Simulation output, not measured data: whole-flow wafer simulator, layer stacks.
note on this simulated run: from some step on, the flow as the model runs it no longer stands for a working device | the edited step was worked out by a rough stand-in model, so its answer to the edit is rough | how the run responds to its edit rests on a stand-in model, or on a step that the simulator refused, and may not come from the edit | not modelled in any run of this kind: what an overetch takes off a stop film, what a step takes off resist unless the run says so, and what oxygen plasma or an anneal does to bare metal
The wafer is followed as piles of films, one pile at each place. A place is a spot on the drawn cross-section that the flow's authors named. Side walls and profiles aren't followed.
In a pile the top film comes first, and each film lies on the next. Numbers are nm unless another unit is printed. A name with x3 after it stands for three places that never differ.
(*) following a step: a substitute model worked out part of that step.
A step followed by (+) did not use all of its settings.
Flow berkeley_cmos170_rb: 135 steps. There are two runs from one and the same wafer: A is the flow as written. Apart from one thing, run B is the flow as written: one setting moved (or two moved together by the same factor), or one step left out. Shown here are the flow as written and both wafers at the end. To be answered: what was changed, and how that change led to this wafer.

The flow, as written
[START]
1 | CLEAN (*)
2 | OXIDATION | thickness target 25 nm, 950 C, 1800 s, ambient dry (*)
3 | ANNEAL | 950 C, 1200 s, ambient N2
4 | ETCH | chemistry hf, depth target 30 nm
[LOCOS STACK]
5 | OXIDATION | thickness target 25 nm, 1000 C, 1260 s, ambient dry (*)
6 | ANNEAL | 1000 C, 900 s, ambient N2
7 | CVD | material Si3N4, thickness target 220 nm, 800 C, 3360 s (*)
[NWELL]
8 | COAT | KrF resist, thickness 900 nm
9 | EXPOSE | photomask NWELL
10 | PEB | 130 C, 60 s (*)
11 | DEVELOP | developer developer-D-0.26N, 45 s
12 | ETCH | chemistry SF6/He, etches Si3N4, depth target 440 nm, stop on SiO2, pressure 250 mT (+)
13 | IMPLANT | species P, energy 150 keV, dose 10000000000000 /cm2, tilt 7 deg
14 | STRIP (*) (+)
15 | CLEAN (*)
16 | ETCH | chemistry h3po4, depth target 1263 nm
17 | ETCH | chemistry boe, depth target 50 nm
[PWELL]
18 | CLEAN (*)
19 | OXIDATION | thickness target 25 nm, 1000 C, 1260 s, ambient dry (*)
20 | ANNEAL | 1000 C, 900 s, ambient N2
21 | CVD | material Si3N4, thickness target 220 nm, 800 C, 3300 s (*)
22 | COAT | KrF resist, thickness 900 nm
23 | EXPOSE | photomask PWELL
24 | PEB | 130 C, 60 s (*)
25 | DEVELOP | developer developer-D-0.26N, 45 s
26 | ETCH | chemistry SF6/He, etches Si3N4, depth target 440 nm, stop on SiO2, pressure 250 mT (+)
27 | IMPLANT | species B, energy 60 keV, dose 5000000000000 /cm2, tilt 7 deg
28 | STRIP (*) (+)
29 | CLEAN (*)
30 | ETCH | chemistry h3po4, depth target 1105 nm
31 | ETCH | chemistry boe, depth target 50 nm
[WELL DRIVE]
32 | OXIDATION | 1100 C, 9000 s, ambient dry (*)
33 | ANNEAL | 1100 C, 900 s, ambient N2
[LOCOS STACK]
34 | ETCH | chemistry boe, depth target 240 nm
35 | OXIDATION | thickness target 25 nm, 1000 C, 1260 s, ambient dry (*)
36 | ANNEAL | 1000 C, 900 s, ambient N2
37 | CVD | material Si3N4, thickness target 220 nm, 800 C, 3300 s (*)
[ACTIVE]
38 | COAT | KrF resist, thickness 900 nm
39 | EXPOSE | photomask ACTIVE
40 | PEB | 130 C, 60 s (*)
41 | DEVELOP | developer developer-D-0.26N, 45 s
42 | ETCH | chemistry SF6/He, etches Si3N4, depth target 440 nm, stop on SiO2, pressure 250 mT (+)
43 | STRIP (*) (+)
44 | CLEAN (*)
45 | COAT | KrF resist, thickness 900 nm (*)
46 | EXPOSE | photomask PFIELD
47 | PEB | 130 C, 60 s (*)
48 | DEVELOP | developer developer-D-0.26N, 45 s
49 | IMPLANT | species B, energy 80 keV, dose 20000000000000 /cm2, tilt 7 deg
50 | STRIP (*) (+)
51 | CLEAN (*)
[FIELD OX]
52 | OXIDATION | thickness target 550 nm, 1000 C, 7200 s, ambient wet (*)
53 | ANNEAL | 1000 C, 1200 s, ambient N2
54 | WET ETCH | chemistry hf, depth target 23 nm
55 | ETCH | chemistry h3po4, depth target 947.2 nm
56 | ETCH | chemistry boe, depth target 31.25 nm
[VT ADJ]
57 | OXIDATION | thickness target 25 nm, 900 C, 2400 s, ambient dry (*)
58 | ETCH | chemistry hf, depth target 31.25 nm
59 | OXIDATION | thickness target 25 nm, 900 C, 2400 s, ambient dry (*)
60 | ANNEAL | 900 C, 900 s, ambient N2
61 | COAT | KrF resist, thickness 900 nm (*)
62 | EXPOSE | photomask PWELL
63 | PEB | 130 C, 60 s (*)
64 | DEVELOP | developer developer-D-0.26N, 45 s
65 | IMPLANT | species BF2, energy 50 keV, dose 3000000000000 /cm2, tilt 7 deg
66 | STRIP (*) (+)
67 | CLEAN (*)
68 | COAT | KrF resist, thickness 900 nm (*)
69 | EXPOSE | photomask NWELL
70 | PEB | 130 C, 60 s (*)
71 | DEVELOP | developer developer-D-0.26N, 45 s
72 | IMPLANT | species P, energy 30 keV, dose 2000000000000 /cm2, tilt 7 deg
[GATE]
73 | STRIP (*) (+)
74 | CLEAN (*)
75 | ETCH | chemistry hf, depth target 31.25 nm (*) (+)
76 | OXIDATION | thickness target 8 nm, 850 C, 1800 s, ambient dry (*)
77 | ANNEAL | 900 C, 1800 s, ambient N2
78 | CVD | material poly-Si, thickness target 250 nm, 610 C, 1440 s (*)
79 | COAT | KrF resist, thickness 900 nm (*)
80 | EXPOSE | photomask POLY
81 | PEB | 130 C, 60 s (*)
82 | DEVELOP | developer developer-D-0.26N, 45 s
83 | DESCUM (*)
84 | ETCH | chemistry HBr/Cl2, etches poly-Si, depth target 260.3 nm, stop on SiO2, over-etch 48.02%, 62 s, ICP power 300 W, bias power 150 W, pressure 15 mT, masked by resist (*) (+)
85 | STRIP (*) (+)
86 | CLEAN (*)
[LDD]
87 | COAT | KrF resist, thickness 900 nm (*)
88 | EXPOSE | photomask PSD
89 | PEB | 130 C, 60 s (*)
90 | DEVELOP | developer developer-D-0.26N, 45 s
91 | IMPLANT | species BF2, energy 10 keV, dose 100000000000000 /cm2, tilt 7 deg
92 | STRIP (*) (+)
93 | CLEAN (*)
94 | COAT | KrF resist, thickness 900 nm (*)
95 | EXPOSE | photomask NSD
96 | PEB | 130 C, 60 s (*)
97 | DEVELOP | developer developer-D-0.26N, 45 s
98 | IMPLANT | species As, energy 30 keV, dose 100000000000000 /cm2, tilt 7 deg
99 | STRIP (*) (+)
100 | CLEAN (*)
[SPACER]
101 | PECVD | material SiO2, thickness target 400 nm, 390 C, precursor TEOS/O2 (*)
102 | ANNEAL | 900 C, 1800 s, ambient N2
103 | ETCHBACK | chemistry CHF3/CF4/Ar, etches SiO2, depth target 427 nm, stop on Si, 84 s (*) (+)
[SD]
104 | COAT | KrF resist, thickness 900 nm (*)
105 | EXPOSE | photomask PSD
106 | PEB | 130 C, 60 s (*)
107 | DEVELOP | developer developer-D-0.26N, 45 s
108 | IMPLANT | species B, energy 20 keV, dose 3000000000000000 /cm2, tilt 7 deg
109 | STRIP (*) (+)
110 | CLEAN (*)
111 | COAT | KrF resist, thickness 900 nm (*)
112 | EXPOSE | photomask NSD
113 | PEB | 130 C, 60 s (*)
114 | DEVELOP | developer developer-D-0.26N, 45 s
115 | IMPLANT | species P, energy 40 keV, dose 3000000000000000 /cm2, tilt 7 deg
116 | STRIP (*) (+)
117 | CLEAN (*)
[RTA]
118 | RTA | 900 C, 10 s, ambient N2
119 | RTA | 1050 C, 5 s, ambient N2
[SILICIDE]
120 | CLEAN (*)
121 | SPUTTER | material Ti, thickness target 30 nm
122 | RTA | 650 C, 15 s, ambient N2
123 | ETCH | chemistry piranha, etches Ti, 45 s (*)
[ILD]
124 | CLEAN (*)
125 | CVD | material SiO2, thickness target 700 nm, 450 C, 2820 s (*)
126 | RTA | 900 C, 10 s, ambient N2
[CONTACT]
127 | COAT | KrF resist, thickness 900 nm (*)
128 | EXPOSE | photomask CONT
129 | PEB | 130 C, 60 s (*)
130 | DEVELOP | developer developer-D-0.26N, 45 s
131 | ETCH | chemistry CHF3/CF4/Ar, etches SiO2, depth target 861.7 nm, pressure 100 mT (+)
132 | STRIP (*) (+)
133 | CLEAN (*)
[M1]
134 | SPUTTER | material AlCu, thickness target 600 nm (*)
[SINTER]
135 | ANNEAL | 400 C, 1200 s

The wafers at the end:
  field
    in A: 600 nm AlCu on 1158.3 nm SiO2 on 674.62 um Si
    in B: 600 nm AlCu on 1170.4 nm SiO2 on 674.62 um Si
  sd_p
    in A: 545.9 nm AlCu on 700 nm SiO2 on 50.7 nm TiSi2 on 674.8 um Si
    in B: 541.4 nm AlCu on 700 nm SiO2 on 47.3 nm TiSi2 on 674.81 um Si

What caused this: step 75, ETCH: depth target 19.12 nm was run, while the flow as written has depth target 31.25 nm.

Step by step, how the change led to this:
  75 | ETCH | chemistry hf, depth target 31.25 nm (*) (+)
      field: A SiO2 loses 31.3 | B SiO2 loses 19.1
  121 | SPUTTER | material Ti, thickness target 30 nm
      sd_p: A Ti gains 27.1 (new film) | B Ti gains 25.3 (new film)
  122 | RTA | 650 C, 15 s, ambient N2
      sd_p: A Ti loses 21.1, TiSi first gains 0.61 (new film), TiSi2 C49 gains 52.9 (new film), Si loses 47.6 | B Ti loses 19.8, TiSi2 C49 gains 50.2 (new film), Si loses 44.8
  126 | RTA | 900 C, 10 s, ambient N2
      sd_p: A under 1 film: TiSi2 gains 50.7 (new film), TiSi first loses 0.61 (all of it), TiSi2 C49 loses 52.9 (all of it), Si loses 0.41 | B under 1 film: TiSi2 gains 47.3 (new film), TiSi2 C49 loses 50.2 (all of it)
